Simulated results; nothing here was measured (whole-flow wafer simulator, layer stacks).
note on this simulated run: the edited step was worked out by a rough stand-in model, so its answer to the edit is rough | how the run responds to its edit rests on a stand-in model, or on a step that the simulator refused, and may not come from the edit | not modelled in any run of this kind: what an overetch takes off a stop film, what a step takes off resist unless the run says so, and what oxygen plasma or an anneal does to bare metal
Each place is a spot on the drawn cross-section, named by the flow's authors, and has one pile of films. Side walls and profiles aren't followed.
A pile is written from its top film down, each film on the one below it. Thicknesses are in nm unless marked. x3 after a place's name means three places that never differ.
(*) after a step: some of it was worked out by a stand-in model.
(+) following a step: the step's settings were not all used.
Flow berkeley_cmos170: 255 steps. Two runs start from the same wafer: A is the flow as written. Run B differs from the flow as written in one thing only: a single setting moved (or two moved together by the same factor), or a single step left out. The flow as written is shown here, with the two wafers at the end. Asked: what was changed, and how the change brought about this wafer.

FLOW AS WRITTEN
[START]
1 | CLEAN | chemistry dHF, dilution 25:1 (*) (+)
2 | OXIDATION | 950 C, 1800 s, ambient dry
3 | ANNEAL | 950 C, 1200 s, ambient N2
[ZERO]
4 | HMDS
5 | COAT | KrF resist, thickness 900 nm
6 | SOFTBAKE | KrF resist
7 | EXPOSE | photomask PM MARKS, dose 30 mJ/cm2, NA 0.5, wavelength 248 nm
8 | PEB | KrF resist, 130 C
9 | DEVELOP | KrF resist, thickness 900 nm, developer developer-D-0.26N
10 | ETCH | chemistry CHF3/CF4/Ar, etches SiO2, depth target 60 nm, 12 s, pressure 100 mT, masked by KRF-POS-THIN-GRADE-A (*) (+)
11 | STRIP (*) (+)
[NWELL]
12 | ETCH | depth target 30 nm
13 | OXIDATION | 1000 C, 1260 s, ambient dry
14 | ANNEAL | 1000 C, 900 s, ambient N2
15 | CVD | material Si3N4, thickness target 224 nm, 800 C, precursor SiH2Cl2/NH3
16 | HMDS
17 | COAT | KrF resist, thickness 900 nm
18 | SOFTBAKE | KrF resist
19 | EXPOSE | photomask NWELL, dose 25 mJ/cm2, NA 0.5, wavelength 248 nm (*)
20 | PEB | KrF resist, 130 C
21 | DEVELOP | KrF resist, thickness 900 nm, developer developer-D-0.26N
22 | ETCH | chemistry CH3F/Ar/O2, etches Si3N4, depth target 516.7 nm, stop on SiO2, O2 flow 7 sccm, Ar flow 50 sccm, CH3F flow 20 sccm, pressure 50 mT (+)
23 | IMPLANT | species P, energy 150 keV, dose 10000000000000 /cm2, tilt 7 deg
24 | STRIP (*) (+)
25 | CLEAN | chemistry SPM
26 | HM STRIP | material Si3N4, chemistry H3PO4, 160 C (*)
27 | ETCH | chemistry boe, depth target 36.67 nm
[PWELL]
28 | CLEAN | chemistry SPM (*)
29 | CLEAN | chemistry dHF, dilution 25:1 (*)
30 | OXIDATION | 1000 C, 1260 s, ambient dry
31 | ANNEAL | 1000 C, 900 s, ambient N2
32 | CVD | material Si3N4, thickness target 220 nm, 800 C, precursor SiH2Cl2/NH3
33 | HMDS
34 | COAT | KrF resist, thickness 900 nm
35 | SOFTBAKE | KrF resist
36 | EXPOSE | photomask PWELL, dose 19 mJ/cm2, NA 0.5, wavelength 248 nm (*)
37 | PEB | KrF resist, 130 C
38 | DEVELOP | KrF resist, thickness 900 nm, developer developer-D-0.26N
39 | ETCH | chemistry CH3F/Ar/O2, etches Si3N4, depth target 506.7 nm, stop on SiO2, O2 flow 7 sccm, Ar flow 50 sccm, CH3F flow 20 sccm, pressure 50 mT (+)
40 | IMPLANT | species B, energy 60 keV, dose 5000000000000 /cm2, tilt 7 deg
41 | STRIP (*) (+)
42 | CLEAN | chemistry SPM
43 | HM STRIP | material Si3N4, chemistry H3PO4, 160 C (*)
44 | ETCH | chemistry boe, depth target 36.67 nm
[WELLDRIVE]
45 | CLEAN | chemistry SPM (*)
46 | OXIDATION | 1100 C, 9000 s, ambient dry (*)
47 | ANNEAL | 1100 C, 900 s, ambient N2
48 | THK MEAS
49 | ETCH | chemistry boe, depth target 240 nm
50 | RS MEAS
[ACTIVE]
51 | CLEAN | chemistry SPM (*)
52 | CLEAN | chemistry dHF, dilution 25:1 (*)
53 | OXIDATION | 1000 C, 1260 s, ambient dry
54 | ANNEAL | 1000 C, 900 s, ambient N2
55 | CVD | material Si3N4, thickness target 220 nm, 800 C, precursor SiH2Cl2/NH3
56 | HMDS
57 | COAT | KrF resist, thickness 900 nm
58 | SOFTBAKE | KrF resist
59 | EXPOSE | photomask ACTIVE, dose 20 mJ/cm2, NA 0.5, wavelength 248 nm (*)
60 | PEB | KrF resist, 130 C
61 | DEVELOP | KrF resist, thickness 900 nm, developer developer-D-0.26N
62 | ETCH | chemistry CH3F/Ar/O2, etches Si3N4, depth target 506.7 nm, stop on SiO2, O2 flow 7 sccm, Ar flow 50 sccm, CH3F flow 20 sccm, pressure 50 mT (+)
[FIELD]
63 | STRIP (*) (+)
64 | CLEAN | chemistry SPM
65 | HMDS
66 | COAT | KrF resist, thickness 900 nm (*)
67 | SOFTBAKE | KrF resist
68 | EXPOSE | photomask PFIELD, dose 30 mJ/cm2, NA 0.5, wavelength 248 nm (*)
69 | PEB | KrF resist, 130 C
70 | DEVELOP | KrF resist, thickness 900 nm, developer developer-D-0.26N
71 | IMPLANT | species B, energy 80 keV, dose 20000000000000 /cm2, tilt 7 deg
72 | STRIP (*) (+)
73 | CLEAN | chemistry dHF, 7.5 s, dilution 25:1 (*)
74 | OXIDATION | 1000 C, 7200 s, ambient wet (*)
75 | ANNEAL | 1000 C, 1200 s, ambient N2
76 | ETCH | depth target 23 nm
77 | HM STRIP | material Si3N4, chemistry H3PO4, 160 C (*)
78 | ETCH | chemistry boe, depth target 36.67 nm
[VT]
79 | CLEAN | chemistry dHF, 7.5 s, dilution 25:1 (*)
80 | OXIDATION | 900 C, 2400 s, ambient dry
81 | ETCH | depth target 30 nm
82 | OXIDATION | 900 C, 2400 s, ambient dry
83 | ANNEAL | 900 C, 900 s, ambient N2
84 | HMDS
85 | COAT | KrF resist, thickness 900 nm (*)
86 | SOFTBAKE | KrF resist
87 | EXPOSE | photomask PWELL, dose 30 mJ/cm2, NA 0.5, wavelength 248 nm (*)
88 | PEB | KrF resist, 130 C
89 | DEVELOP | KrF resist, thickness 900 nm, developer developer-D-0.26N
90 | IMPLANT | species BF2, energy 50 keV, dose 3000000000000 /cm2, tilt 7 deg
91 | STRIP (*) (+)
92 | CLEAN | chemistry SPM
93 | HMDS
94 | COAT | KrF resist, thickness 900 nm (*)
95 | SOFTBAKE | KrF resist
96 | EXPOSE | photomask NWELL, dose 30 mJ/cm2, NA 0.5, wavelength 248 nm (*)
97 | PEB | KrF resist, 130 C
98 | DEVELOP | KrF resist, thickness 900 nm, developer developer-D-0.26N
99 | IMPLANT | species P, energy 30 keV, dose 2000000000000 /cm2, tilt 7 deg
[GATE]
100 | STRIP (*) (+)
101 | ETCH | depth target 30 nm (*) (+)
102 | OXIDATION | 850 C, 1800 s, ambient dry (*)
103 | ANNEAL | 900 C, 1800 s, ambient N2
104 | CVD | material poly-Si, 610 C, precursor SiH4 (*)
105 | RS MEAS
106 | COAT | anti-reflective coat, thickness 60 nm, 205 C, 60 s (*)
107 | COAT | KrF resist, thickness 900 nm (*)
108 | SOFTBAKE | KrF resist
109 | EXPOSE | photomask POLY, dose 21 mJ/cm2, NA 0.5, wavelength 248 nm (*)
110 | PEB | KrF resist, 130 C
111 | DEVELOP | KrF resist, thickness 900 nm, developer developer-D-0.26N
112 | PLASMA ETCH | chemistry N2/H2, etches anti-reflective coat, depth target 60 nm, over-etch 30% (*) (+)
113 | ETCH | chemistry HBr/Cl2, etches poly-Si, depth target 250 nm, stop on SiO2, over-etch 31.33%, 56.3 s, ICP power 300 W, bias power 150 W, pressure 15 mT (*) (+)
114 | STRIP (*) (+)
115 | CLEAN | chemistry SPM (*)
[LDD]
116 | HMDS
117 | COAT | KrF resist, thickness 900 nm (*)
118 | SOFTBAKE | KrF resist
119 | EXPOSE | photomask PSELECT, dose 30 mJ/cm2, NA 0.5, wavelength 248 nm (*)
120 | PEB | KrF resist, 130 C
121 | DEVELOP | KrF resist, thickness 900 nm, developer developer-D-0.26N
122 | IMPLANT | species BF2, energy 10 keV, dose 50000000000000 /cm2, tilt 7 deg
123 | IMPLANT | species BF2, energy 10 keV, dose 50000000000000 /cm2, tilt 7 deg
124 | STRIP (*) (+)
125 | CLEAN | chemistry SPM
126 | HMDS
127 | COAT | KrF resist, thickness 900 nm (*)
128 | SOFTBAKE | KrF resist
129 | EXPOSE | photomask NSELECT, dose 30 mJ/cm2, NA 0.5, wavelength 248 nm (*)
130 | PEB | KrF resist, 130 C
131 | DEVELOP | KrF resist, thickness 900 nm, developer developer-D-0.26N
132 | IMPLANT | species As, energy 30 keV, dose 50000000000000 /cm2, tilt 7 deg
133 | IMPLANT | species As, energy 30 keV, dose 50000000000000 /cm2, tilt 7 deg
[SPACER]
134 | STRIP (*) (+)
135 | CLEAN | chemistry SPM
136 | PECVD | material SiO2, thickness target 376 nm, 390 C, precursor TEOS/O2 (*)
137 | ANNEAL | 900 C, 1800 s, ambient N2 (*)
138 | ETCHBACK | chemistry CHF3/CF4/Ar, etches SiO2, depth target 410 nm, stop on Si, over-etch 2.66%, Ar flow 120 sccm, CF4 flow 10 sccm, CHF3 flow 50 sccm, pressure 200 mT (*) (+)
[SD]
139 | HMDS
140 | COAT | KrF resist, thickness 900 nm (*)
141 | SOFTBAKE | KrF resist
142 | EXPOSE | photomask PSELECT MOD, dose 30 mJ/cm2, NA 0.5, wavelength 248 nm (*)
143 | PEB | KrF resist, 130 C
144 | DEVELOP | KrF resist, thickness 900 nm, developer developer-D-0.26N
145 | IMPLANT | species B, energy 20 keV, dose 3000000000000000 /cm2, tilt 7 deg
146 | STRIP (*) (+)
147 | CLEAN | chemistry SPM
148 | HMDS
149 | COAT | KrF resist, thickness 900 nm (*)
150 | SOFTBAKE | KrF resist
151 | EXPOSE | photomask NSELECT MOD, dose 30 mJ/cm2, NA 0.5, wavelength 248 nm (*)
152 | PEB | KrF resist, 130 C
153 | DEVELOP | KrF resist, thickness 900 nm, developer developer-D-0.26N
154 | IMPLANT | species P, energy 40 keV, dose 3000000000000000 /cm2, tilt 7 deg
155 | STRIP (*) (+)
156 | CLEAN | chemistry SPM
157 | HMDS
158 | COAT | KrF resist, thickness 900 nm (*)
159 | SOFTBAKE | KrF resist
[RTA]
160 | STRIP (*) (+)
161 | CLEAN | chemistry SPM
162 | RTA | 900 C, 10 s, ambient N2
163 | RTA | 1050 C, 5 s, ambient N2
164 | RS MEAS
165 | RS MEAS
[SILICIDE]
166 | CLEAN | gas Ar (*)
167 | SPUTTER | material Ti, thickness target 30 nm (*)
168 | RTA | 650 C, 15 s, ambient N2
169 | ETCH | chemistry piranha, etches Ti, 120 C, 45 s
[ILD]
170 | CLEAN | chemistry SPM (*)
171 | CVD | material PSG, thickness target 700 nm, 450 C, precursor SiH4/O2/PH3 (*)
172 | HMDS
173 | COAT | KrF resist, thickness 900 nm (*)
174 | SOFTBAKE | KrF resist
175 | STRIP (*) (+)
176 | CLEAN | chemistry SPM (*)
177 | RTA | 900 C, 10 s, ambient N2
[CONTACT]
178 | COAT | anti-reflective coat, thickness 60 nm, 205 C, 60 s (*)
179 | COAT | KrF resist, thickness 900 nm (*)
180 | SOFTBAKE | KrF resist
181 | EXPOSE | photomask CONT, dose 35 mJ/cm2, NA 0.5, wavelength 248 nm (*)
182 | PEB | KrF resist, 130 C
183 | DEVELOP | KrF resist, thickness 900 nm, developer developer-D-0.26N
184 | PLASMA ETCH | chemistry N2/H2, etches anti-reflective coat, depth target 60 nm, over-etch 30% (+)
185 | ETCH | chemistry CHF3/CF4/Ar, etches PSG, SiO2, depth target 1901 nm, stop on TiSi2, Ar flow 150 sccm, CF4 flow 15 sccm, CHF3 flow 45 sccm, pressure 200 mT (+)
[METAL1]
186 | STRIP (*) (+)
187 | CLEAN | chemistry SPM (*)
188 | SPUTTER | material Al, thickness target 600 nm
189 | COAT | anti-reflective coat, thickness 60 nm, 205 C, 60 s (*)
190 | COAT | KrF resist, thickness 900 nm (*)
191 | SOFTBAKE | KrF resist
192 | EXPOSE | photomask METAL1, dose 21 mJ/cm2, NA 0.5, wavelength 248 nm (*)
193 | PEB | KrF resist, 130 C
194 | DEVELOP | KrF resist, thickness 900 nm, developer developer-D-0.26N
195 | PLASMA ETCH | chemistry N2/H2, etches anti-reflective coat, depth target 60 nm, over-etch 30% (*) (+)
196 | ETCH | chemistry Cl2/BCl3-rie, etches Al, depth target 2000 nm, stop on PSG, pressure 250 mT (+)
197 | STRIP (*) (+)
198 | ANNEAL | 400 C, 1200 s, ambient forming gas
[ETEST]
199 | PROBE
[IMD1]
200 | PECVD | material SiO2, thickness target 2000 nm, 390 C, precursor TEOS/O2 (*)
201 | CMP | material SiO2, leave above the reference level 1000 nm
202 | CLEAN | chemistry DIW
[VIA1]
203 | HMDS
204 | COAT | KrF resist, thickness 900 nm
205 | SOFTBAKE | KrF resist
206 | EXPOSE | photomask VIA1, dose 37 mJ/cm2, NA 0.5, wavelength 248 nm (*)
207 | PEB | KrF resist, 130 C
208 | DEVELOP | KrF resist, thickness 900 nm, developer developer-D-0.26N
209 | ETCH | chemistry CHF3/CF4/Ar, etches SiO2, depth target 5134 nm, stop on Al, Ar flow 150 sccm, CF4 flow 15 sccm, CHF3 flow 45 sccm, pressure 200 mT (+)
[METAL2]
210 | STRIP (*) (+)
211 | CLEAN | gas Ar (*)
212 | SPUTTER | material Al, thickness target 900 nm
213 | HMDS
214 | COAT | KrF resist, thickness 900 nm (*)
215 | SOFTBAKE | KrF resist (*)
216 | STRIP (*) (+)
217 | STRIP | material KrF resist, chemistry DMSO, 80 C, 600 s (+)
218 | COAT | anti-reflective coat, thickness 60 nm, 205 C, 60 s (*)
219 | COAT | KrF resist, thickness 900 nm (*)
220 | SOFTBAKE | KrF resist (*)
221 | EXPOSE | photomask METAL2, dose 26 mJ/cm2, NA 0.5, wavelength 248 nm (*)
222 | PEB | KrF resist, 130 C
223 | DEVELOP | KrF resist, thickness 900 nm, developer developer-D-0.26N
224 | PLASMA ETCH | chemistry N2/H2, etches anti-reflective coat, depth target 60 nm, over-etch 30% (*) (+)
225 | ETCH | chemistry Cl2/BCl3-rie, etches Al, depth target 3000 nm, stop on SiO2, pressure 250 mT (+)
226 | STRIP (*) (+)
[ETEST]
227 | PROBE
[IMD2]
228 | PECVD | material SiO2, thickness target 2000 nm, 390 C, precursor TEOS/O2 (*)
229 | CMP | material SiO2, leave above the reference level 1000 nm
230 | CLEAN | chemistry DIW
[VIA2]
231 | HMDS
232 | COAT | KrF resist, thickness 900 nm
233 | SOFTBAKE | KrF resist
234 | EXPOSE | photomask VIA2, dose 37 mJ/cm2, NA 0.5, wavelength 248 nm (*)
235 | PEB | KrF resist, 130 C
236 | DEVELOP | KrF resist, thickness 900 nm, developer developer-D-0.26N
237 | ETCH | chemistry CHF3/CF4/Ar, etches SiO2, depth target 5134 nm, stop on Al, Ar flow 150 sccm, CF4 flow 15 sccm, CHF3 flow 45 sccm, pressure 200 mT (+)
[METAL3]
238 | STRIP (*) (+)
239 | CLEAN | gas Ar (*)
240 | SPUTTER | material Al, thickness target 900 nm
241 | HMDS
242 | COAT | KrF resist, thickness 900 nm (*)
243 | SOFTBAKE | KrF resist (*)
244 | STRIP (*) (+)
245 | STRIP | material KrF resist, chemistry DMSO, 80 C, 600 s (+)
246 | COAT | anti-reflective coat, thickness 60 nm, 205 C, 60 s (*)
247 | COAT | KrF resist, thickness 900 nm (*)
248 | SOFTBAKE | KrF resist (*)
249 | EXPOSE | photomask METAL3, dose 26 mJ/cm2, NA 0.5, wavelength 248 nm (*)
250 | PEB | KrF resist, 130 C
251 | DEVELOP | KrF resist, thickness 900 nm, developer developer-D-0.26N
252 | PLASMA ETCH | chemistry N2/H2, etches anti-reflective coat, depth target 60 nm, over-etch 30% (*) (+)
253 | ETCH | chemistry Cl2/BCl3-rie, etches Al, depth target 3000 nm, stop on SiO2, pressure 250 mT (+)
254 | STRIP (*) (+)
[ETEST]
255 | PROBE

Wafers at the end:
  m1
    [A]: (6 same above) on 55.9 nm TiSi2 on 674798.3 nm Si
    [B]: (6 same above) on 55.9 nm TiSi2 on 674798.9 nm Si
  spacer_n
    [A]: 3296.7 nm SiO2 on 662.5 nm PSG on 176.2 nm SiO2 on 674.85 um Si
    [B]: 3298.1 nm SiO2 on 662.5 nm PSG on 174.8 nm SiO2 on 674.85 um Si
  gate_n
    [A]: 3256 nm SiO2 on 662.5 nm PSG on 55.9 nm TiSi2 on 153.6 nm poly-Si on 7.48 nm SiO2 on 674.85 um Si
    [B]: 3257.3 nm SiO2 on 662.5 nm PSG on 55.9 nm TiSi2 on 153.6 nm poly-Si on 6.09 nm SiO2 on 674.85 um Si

The reason: step 102, OXIDATION: 1260 s was run, while the flow as written has 1800 s.

How this came from the change, step by step:
  102 | OXIDATION | 850 C, 1800 s, ambient dry (*)
      sd_n, spacer_n, gate_n and 8 more: A SiO2 gains 7.48 (new film), Si loses 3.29 | B SiO2 gains 6.09 (new film), Si loses 2.68
